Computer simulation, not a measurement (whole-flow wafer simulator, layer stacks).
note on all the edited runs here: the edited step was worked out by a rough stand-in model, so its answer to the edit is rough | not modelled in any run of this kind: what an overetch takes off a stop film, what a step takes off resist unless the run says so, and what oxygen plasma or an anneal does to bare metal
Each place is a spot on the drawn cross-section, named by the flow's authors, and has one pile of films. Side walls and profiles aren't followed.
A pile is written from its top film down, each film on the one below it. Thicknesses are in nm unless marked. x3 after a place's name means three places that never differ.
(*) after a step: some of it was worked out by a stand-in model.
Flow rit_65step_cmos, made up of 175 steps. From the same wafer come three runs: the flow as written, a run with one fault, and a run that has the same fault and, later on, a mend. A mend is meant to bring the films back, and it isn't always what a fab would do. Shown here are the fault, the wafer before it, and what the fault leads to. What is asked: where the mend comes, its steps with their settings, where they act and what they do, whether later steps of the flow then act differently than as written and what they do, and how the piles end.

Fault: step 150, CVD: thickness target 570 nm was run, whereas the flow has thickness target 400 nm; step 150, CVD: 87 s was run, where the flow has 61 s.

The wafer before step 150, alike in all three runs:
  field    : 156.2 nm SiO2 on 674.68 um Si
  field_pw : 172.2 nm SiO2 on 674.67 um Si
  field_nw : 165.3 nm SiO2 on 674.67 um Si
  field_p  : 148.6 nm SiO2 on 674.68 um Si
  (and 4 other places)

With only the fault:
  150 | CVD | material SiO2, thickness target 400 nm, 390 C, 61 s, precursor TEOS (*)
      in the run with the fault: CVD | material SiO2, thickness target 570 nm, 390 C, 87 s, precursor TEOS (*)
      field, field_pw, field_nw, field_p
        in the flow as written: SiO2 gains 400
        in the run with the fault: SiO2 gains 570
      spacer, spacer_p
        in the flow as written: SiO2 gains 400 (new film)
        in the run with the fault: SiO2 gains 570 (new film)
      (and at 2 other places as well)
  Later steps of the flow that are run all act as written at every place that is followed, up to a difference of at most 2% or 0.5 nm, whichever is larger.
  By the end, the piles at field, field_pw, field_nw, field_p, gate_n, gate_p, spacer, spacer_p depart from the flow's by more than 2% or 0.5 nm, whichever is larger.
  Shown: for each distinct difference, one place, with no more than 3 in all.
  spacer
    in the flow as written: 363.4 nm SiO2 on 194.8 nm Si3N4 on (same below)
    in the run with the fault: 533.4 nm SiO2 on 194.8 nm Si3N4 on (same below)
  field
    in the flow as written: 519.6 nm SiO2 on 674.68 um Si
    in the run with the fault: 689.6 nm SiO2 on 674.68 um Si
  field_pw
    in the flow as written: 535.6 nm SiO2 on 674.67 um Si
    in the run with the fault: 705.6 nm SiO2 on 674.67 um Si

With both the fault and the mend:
  The mend stands after step 151.
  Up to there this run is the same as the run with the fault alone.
  151a | ETCH | chemistry boe, depth target 172.1 nm
      field, field_pw, field_nw, field_p, gate_n, gate_p, spacer, spacer_p
        SiO2 loses 172.1
  Later steps of the flow that are run all act as written at every place that is followed, up to a difference of at most 2% or 0.5 nm, whichever is larger.
  At the end the piles are close to the flow's at the places that both follow, differing by at most 2% or 0.5 nm, whichever is larger.
